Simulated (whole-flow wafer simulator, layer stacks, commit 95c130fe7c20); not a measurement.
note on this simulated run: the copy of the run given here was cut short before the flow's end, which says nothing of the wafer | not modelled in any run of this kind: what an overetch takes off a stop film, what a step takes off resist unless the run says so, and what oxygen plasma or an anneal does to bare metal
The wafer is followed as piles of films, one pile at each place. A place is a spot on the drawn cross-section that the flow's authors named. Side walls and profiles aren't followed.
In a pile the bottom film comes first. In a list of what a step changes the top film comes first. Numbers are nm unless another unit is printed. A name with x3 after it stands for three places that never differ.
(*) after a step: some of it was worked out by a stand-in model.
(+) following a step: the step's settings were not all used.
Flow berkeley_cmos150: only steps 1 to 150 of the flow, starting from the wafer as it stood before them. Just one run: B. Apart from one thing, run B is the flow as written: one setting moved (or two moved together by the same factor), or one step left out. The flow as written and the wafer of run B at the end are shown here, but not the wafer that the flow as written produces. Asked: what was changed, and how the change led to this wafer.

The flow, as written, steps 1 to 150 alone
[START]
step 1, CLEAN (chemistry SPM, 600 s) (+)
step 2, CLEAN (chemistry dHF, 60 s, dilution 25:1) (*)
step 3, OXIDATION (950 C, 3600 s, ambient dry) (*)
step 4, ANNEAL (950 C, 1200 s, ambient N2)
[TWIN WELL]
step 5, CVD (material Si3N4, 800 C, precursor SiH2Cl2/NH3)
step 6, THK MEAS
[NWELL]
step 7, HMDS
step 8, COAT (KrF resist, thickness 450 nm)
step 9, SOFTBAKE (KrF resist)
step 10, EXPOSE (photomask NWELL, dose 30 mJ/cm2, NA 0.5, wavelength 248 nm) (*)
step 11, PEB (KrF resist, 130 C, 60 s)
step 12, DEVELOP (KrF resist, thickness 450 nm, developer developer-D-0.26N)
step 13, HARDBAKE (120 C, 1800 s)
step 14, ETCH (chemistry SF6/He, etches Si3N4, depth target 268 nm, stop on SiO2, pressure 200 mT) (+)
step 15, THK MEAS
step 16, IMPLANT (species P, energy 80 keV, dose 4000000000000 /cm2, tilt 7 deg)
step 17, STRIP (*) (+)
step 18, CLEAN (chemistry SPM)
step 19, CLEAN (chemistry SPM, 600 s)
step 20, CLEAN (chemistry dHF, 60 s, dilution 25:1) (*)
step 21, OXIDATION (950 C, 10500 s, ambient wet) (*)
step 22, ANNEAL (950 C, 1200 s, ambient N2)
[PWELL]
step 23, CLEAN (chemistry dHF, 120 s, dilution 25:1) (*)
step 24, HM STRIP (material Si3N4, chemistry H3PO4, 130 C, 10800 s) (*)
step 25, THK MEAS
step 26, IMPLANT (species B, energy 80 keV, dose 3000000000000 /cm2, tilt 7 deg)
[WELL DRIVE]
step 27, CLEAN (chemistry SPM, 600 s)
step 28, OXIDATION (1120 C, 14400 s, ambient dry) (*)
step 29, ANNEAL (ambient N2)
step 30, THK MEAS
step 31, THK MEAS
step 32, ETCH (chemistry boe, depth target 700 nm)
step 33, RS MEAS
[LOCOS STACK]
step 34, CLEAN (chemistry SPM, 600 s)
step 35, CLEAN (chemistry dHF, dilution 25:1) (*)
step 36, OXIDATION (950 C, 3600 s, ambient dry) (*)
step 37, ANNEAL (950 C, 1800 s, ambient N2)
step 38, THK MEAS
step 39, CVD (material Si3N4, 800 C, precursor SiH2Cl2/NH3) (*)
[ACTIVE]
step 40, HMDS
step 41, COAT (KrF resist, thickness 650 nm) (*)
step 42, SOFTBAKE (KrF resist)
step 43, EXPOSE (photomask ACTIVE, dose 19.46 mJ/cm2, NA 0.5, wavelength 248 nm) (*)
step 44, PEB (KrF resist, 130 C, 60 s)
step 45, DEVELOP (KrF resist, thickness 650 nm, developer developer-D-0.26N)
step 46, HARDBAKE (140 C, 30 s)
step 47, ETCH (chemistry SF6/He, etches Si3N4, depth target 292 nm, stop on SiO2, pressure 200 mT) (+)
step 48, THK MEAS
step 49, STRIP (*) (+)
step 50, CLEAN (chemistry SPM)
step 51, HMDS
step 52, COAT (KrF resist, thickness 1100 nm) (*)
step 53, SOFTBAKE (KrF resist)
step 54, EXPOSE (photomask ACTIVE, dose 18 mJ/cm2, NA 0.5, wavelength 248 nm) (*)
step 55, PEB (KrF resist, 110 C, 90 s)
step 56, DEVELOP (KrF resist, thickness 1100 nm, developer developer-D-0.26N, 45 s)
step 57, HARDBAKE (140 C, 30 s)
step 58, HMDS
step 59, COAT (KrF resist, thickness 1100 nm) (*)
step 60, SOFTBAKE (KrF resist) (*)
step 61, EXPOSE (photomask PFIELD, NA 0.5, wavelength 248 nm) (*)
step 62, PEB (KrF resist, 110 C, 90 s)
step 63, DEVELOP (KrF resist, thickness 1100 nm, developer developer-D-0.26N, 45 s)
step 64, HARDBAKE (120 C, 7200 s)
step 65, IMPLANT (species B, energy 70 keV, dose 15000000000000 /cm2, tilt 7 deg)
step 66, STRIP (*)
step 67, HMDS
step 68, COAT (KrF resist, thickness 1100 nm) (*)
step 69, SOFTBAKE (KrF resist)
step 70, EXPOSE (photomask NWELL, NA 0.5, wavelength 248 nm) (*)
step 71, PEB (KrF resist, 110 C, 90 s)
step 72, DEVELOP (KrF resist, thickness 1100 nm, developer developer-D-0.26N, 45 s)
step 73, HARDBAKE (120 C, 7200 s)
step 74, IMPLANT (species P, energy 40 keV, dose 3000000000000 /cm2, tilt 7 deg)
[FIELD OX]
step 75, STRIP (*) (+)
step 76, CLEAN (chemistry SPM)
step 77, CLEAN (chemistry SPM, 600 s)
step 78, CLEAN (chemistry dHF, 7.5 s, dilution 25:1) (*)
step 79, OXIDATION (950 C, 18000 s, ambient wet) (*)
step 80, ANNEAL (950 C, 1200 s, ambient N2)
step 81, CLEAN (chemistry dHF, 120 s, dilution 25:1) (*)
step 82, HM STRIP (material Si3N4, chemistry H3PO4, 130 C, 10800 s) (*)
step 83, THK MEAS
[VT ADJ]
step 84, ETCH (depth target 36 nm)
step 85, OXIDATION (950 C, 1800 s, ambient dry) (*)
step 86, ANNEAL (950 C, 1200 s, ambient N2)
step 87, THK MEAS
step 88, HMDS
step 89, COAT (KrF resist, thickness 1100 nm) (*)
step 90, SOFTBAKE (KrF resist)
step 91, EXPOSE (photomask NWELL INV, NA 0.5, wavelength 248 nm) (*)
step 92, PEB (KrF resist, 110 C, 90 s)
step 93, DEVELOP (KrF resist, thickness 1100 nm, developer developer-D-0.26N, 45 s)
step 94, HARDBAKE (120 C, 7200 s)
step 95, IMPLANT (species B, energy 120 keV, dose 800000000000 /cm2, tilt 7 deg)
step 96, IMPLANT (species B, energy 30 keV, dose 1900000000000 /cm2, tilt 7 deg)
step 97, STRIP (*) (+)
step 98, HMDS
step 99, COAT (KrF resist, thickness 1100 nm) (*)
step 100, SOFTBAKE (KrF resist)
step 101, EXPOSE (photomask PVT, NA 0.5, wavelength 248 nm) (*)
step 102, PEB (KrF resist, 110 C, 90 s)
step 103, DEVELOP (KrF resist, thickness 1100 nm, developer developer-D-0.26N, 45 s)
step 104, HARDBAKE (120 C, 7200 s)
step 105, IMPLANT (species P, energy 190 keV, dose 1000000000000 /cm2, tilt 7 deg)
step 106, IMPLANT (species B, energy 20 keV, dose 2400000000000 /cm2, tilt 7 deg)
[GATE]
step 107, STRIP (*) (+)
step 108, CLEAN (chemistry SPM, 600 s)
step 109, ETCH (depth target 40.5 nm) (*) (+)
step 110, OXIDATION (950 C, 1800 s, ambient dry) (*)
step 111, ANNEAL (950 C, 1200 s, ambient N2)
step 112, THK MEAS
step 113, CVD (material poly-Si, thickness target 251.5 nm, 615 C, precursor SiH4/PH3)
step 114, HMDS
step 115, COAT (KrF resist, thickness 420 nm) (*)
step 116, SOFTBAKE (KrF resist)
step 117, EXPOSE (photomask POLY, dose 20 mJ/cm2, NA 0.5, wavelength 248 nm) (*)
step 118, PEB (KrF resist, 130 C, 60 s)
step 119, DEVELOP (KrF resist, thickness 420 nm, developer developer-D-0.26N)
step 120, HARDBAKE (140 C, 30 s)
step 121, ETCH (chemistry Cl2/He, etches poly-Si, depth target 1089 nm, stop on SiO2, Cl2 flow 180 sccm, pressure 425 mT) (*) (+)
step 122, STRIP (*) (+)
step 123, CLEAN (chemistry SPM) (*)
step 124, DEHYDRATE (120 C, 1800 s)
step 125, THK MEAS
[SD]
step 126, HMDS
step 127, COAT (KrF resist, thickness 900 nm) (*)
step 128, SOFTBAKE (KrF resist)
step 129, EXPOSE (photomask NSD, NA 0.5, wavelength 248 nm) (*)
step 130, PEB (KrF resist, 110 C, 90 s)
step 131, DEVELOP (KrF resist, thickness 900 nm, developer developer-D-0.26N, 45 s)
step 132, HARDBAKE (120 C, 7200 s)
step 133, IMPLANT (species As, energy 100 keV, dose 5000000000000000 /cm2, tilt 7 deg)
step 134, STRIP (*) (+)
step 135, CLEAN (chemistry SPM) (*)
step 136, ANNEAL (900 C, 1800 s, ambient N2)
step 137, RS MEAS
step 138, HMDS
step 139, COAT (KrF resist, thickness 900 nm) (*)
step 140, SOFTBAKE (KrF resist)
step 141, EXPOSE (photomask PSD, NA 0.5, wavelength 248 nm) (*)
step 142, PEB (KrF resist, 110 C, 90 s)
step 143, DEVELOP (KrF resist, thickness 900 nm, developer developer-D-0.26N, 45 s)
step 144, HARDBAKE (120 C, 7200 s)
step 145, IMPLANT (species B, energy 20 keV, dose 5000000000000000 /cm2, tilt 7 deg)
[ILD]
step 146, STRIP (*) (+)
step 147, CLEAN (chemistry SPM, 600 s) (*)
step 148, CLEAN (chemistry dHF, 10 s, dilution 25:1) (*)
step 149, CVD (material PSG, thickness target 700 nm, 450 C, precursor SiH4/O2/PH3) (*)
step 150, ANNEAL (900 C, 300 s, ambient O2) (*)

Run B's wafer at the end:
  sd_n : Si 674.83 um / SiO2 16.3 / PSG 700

What caused this: step 80, ANNEAL: 1092 C was run, while the flow as written has 950 C.

The path from the change to this, step by step:
  step 85, OXIDATION (950 C, 1800 s, ambient dry) (*)
      sd_n: +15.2 SiO2, -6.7 Si (in the flow as written it would be: +12.2 SiO2, -5.35 Si)
  step 109, ETCH (depth target 40.5 nm) (*) (+)
      sd_n: -40.5 SiO2 (in the flow as written it would be: -40.4 SiO2 (all of it))
  step 110, OXIDATION (950 C, 1800 s, ambient dry) (*)
      sd_n: +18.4 SiO2, -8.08 Si (in the flow as written it would be: +20.4 SiO2 (new film), -8.98 Si)
